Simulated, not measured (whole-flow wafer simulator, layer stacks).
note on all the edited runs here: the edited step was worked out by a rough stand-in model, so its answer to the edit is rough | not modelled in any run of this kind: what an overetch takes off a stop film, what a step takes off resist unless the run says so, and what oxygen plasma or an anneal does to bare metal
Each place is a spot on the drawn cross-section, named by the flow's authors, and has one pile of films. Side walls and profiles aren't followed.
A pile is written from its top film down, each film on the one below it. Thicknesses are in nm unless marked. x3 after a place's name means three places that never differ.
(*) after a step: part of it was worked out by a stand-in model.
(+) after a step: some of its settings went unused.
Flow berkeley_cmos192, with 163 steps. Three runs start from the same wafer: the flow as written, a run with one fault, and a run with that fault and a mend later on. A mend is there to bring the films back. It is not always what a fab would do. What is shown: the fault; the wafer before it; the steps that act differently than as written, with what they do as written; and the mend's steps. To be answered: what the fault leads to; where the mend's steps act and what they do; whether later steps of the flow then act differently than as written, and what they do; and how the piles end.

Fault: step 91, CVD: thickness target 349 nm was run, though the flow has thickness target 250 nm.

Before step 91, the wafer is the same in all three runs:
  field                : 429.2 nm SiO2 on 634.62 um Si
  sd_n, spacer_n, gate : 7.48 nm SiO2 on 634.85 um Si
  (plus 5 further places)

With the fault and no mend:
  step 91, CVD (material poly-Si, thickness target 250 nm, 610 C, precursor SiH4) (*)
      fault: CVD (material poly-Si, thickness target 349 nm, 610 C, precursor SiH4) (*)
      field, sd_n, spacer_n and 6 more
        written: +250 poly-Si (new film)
        fault: +349 poly-Si (new film)
  Later steps of the flow acting differently than as written (16 other steps are not shown; they differ only slightly, by no more than 2% or 0.5 nm, whichever is larger):
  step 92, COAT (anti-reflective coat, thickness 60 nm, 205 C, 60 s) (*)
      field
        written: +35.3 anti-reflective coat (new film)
        fault: +36.6 anti-reflective coat (new film)
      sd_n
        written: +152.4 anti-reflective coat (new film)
        fault: +156.8 anti-reflective coat (new film)
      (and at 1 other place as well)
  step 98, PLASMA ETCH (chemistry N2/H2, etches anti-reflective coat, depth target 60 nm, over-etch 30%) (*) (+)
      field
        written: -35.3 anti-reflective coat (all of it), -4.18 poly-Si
        fault: -36.6 anti-reflective coat (all of it), -4.29 poly-Si
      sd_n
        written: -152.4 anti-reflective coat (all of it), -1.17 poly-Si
        fault: -156.8 anti-reflective coat (all of it), -1.21 poly-Si
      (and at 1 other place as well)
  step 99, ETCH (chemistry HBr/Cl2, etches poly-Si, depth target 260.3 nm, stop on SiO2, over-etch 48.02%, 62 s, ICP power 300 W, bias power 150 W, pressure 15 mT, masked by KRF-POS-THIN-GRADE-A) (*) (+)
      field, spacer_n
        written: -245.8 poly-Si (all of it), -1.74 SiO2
        fault: -344.7 poly-Si (all of it), -0.2 SiO2
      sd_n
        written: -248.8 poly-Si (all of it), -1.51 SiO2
        fault: -347.8 poly-Si (all of it), -0.19 SiO2
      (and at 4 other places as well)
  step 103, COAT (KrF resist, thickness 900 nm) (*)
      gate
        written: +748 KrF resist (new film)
        fault: +665 KrF resist (new film)
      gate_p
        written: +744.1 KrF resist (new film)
        fault: +661.1 KrF resist (new film)
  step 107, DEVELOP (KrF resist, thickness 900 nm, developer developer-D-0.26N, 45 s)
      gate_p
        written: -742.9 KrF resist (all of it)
        fault: -660.1 KrF resist (all of it)
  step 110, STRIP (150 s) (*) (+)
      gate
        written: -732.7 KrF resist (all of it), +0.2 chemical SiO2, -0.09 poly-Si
        fault: -649.8 KrF resist (all of it), +0.2 chemical SiO2, -0.09 poly-Si
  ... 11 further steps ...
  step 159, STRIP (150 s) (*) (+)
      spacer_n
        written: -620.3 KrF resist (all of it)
        fault: -567.5 KrF resist (all of it)
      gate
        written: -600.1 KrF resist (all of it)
        fault: -553.9 KrF resist (all of it)
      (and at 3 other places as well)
  By the end, the piles at spacer_n, gate, spacer_p, gate_p depart from the flow's by more than 2% or 0.5 nm, whichever is larger.
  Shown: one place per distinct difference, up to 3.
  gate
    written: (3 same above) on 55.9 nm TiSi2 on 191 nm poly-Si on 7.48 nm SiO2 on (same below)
    fault: (3 same above) on 55.9 nm TiSi2 on 290 nm poly-Si on 7.48 nm SiO2 on (same below)
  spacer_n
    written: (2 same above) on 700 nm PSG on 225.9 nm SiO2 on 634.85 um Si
    fault: (2 same above) on 700 nm PSG on 324.9 nm SiO2 on 634.85 um Si
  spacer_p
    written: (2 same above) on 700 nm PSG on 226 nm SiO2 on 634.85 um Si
    fault: (2 same above) on 700 nm PSG on 325 nm SiO2 on 634.85 um Si

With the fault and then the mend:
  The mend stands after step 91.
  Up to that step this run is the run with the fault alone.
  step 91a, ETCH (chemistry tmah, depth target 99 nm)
      field, sd_n, spacer_n and 6 more
        -99 poly-Si
  Every later step of the flow that is run acts as written at every place that is followed.
  By the end, the piles equal the flow's at every place that both follow.
